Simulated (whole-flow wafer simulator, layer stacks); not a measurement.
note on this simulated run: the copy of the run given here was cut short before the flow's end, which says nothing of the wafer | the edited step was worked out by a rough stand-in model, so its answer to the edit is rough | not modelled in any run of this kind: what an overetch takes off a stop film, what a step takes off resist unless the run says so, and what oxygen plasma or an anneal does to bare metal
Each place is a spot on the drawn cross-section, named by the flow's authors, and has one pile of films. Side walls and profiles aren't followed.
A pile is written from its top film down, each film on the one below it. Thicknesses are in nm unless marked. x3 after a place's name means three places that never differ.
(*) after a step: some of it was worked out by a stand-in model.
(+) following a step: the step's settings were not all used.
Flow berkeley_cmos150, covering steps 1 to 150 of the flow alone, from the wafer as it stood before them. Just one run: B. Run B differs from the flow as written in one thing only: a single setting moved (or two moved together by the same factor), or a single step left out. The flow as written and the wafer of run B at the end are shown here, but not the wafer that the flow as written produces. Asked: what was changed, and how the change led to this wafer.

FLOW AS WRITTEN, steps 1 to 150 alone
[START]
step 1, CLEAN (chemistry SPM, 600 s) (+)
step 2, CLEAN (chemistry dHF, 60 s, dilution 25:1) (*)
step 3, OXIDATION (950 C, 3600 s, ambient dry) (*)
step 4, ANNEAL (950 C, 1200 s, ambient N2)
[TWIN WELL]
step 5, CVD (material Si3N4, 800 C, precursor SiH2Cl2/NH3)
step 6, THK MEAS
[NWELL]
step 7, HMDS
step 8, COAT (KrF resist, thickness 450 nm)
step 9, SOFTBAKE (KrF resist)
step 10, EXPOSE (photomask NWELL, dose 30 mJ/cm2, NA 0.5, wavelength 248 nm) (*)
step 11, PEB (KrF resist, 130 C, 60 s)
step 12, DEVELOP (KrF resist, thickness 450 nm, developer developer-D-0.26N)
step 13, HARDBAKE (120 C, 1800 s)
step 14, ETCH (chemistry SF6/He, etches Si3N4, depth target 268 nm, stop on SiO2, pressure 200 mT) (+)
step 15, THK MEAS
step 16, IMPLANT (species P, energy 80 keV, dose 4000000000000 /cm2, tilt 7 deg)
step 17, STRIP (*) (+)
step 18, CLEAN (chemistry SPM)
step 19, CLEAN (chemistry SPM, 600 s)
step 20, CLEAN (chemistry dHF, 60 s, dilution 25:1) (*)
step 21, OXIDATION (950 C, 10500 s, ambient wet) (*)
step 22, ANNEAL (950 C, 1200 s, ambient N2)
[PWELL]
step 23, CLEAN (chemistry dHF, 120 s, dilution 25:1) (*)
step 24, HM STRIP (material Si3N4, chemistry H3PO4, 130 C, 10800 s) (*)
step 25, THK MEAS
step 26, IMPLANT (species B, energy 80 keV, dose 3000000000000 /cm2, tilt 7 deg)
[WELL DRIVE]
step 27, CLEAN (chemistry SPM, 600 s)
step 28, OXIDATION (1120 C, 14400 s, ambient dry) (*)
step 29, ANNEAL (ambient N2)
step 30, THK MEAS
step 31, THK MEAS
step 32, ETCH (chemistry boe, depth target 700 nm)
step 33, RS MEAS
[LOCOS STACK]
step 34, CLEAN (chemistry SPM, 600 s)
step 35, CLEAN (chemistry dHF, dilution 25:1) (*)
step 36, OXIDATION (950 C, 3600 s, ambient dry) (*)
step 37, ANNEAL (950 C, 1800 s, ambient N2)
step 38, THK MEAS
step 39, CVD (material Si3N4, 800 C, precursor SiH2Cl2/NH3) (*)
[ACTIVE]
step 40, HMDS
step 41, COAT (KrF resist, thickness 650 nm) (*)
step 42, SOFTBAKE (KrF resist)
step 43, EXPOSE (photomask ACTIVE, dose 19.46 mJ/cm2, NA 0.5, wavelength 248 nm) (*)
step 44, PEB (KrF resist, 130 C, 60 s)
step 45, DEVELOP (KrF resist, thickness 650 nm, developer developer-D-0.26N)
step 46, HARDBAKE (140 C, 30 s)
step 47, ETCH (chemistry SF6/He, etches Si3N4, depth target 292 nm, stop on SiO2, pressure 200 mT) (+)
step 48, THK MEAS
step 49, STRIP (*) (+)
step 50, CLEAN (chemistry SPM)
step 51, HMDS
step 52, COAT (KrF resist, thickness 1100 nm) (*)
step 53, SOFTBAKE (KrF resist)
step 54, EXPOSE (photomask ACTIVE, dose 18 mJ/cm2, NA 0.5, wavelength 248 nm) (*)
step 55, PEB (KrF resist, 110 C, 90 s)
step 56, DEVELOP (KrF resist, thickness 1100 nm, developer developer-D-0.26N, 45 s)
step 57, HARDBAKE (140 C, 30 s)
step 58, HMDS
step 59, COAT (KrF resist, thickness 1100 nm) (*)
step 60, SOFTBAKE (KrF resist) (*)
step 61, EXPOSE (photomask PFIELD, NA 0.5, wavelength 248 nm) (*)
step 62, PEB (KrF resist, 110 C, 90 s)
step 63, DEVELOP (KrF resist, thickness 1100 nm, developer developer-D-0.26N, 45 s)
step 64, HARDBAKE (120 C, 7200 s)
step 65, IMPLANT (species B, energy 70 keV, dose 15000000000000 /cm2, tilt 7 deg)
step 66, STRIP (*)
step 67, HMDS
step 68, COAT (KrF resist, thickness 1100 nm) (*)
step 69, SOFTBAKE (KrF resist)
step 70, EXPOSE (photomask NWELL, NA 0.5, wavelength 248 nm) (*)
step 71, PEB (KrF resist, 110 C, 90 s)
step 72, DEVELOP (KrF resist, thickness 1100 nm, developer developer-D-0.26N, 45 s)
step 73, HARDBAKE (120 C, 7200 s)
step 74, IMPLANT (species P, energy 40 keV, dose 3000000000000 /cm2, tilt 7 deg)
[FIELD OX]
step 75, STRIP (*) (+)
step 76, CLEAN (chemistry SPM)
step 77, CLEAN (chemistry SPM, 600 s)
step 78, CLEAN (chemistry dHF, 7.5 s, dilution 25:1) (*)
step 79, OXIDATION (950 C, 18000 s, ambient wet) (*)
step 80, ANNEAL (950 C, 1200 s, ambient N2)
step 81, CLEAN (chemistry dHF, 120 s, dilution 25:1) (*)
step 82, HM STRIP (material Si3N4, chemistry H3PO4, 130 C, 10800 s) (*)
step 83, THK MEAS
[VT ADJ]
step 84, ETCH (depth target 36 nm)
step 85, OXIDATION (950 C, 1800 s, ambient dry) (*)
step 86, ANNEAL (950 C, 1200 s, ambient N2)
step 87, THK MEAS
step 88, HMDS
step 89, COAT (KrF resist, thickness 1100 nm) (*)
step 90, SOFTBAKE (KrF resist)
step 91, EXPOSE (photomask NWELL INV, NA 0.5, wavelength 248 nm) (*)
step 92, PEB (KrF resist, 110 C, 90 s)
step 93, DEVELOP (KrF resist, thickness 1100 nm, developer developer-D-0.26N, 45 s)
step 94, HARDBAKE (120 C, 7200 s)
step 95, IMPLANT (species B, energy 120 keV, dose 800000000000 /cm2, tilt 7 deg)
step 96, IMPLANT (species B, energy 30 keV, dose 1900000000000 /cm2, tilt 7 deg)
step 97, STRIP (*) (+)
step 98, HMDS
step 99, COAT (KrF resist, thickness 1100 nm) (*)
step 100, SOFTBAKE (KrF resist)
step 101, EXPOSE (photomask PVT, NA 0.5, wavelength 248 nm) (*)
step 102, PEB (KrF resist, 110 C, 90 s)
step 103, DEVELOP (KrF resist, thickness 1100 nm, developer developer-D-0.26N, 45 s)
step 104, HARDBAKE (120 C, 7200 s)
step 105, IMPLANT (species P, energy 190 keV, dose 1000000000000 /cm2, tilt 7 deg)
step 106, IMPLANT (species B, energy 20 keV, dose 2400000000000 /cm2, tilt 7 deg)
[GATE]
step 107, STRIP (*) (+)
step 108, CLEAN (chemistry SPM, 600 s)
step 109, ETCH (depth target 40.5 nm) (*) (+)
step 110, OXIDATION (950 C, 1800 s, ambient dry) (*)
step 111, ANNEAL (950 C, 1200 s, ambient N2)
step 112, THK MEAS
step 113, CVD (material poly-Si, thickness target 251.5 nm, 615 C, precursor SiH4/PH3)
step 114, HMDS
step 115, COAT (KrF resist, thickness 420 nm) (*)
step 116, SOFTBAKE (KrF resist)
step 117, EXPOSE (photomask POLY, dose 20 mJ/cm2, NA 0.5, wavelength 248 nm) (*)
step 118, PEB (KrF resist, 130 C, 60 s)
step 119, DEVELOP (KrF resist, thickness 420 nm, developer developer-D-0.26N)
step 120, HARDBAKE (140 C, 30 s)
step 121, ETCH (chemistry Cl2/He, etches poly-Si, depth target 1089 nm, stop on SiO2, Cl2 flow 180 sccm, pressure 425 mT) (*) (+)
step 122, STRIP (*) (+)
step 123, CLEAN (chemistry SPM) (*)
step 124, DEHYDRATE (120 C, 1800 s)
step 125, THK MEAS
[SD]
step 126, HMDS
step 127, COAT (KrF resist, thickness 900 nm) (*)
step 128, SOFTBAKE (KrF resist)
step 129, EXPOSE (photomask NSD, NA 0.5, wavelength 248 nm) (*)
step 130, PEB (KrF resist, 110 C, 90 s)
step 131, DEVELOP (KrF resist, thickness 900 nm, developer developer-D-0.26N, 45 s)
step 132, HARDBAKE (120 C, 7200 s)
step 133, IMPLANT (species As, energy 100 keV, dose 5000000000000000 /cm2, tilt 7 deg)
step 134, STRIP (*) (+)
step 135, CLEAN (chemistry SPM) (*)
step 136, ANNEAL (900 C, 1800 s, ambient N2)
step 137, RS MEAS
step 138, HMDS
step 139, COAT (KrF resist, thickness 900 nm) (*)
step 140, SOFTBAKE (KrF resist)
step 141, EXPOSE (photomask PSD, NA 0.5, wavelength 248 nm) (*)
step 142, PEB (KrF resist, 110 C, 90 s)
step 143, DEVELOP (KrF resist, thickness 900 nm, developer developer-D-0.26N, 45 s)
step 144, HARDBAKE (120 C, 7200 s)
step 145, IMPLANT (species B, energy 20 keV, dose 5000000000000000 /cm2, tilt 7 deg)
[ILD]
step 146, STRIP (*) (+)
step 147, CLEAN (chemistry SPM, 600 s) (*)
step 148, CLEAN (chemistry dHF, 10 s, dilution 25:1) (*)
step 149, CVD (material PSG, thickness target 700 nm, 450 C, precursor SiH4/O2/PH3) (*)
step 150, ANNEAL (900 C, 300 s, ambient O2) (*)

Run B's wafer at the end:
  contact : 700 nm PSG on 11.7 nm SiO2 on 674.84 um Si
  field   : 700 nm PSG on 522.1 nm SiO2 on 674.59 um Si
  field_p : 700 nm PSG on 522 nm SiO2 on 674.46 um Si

The reason: step 110, OXIDATION: 932 C was run, while the flow as written has 950 C.

How this came from the change, step by step:
  step 110, OXIDATION (950 C, 1800 s, ambient dry) (*)
      sd_n, gate_n, sd_p, gate_p, contact, m1: +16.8 SiO2 (new film), -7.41 Si (in the flow as written it would be: +20.4 SiO2 (new film), -8.98 Si)
      field, field_p: +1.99 SiO2, -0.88 Si (in the flow as written it would be: +2.49 SiO2, -1.09 Si)
